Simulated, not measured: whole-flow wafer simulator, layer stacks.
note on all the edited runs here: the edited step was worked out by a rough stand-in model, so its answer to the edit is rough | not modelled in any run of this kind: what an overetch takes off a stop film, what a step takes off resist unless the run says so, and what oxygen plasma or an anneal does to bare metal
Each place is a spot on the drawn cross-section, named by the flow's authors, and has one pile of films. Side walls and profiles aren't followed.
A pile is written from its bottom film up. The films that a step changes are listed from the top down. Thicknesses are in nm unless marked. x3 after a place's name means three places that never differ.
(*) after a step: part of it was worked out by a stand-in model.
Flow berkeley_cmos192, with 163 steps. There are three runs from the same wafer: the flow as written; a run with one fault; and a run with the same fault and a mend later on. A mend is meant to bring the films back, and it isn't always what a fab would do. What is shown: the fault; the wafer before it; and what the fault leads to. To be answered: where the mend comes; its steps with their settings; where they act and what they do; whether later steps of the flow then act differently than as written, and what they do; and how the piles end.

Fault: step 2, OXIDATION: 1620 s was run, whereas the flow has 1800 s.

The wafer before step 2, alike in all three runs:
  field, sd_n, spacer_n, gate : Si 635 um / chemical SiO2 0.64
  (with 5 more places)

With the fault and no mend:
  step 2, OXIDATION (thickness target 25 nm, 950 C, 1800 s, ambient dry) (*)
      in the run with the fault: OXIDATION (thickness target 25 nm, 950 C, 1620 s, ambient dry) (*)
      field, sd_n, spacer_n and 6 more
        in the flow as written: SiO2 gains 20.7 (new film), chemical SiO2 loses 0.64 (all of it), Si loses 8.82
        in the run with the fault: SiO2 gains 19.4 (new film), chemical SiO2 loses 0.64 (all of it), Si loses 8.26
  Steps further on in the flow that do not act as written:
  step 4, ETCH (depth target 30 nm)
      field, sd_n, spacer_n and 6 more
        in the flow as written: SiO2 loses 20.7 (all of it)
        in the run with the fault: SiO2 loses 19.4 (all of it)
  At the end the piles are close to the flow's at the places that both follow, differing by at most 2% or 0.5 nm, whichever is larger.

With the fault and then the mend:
  The mend follows step 2.
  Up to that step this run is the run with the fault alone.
  step 2a, OXIDATION (thickness target 25 nm, 950 C, 180 s, ambient dry) (*) (a further turn of the flow's step 2, with different settings)
      field, sd_n, spacer_n and 6 more
        SiO2 gains 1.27, Si loses 0.56
  None of the later steps of the flow acts differently than as written at any place that is followed.
  At every place that both follow, the piles at the end match the flow's.
